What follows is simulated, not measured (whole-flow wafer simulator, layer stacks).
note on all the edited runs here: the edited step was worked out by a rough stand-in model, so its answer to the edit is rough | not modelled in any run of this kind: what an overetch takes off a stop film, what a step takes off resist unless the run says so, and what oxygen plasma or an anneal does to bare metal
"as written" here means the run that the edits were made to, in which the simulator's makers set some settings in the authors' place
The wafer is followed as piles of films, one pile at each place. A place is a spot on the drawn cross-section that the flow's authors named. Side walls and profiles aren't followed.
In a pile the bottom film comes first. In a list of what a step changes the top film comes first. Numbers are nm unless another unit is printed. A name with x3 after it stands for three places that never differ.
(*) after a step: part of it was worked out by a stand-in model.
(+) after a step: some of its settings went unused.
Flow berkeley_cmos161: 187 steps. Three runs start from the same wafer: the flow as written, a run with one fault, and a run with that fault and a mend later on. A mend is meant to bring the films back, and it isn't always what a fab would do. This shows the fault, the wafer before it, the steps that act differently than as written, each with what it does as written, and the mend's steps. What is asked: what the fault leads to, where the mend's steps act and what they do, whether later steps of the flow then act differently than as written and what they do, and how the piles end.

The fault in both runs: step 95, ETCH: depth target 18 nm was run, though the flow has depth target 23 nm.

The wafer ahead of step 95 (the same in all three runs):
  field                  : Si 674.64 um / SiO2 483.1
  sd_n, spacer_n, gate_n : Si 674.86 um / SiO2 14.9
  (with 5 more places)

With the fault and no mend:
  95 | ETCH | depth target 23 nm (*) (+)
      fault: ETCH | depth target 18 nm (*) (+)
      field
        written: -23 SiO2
        fault: -18 SiO2
  Steps further on in the flow that do not act as written (35 other steps are not shown; they differ only slightly, by no more than 2% or 0.5 nm, whichever is larger):
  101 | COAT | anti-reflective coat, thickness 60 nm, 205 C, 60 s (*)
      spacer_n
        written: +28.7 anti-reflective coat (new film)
        fault: +27.8 anti-reflective coat (new film)
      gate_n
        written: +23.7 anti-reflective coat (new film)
        fault: +22.8 anti-reflective coat (new film)
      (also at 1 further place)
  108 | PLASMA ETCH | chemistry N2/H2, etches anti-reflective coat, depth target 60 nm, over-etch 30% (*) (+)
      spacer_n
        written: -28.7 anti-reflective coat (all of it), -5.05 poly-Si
        fault: -27.8 anti-reflective coat (all of it), -5.19 poly-Si
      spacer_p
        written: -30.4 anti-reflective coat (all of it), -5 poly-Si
        fault: -29.7 anti-reflective coat (all of it), -5.14 poly-Si
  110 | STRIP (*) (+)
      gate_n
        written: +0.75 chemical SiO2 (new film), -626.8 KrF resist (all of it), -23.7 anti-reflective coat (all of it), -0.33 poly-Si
        fault: +0.75 chemical SiO2 (new film), -629.9 KrF resist (all of it), -22.8 anti-reflective coat (all of it), -0.33 poly-Si
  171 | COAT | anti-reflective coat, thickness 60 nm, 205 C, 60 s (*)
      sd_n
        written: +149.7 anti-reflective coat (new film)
        fault: +153.7 anti-reflective coat (new film)
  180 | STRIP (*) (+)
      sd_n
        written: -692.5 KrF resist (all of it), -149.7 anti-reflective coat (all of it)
        fault: -691.7 KrF resist (all of it), -153.7 anti-reflective coat (all of it)
  The piles end only slightly different from the flow's at the places that both follow, by no more than 2% or 0.5 nm, whichever is larger.

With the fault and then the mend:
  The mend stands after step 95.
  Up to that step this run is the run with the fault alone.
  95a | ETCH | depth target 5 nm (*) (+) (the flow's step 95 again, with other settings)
      field
        -5 SiO2
  Later steps of the flow that are run all act as written at every place that is followed.
  By the end, the piles equal the flow's at every place that both follow.
